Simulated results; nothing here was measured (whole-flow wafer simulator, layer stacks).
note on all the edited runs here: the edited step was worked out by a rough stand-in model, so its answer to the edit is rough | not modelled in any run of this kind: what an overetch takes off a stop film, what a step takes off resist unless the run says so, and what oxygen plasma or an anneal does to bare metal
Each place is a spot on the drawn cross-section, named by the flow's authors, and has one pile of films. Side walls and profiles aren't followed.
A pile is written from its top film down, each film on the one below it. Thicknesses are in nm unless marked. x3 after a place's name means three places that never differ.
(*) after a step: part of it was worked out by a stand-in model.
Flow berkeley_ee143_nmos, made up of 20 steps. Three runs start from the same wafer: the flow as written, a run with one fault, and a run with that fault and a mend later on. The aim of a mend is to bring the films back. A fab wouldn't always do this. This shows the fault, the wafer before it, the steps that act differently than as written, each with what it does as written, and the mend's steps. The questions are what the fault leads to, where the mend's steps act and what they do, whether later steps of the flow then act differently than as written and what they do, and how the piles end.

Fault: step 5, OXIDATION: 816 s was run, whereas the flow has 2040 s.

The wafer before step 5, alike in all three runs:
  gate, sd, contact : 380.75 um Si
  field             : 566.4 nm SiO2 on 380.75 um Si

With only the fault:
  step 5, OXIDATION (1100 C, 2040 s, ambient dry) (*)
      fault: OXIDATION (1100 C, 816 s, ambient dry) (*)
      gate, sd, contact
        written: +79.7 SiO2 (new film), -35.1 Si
        fault: +46.3 SiO2 (new film), -20.4 Si
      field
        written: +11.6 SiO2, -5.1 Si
        fault: +4.68 SiO2, -2.06 Si
  Steps further on in the flow that do not act as written (not shown: 1 more step that differs only slightly, by at most 2% or 0.5 nm, whichever is larger):
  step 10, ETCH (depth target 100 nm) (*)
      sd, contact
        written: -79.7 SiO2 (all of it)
        fault: -46.3 SiO2 (all of it)
  At gate, the piles at the end differ from the flow's by more than 2% or 0.5 nm, whichever is larger.
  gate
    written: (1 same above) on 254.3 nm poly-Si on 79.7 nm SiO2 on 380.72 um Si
    fault: (1 same above) on 254.3 nm poly-Si on 46.3 nm SiO2 on 380.73 um Si

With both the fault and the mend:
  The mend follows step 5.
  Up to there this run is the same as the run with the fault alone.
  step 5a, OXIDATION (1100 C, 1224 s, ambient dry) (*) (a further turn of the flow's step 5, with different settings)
      gate, sd, contact
        +33.4 SiO2, -14.7 Si
      field
        +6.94 SiO2, -3.05 Si
  Later steps of the flow that are run all act as written at every place that is followed, up to a difference of at most 2% or 0.5 nm, whichever is larger.
  At the end the piles are close to the flow's at the places that both follow, differing by at most 2% or 0.5 nm, whichever is larger.
